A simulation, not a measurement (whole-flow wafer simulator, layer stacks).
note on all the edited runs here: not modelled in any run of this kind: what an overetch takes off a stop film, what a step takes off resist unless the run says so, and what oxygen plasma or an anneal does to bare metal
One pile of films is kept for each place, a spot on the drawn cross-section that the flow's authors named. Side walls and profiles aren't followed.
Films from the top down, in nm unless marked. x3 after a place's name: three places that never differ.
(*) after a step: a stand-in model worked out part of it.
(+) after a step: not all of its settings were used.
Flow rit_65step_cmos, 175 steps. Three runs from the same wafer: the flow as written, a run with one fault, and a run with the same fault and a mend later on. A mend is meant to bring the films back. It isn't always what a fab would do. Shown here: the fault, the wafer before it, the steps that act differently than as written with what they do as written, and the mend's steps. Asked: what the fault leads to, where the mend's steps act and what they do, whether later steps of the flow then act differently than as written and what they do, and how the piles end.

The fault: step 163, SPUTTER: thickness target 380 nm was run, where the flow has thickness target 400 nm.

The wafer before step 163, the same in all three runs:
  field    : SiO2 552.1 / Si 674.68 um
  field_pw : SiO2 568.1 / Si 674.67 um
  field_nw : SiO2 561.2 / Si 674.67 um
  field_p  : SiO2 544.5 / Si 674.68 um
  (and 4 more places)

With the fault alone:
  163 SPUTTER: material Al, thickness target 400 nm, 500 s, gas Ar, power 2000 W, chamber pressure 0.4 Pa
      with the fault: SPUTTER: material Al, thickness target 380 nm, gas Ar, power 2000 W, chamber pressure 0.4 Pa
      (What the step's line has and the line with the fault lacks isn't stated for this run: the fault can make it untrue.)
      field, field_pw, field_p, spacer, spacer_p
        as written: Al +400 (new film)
        with the fault: Al +380 (new film)
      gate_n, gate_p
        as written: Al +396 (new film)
        with the fault: Al +380 (new film)
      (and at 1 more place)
  Later steps of the flow that act differently than as written (3 more steps differ only slightly, by at most 2% or 0.5 nm, whichever is larger, and aren't shown):
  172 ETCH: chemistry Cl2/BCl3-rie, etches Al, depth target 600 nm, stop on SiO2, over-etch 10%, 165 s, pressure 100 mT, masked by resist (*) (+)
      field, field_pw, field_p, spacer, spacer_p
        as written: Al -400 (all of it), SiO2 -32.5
        with the fault: Al -380 (all of it), SiO2 -35
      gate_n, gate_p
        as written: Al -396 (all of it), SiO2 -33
        with the fault: Al -380 (all of it), SiO2 -35
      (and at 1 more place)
  At the end the piles differ from the flow's only slightly at the places that both follow, by at most 2% or 0.5 nm, whichever is larger.

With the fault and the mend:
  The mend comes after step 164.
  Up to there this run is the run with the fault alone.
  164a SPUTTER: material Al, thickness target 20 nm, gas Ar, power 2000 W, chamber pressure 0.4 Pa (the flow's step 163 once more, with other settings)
      field, field_pw, field_nw, field_p, spacer, spacer_p
        Al +20
      gate_n, gate_p
        Al +19.4
  No later step of the flow acts differently than as written, at any place that is followed, by more than 2% or 0.5 nm, whichever is larger.
  At the end the piles differ from the flow's only slightly at the places that both follow, by at most 2% or 0.5 nm, whichever is larger.
